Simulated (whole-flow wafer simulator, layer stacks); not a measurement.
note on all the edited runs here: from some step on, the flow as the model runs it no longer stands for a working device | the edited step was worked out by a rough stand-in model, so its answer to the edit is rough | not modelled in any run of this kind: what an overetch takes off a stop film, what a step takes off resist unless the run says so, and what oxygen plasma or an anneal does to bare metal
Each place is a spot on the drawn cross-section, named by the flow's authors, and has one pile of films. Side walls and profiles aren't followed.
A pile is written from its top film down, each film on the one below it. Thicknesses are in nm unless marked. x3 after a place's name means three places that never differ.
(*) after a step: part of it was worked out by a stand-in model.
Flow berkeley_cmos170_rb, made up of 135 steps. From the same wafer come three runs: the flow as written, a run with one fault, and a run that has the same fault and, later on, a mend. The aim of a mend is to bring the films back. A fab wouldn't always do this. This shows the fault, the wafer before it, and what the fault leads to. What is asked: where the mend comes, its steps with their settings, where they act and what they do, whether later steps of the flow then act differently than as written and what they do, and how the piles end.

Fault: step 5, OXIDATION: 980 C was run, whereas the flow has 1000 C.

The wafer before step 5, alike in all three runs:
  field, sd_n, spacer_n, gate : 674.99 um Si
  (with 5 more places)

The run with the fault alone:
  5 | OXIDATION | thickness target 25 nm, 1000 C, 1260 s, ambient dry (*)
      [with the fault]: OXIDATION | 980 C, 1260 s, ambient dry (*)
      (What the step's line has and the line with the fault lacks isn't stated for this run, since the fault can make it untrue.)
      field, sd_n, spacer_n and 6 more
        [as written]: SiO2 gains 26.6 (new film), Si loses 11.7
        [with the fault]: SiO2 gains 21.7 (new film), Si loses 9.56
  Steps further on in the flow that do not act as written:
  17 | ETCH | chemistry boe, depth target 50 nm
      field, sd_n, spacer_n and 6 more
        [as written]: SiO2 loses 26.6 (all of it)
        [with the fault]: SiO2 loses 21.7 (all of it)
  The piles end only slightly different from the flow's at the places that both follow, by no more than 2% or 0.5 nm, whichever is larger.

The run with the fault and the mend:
  The mend follows step 6.
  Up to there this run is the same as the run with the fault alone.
  6a | OXIDATION | 1000 C, 319 s, ambient dry (*) (the flow's step 5 again, with other settings)
      field, sd_n, spacer_n and 6 more
        SiO2 gains 4.9, Si loses 2.15
  Every later step of the flow that is run acts as written at every place that is followed.
  At every place that both follow, the piles at the end match the flow's.
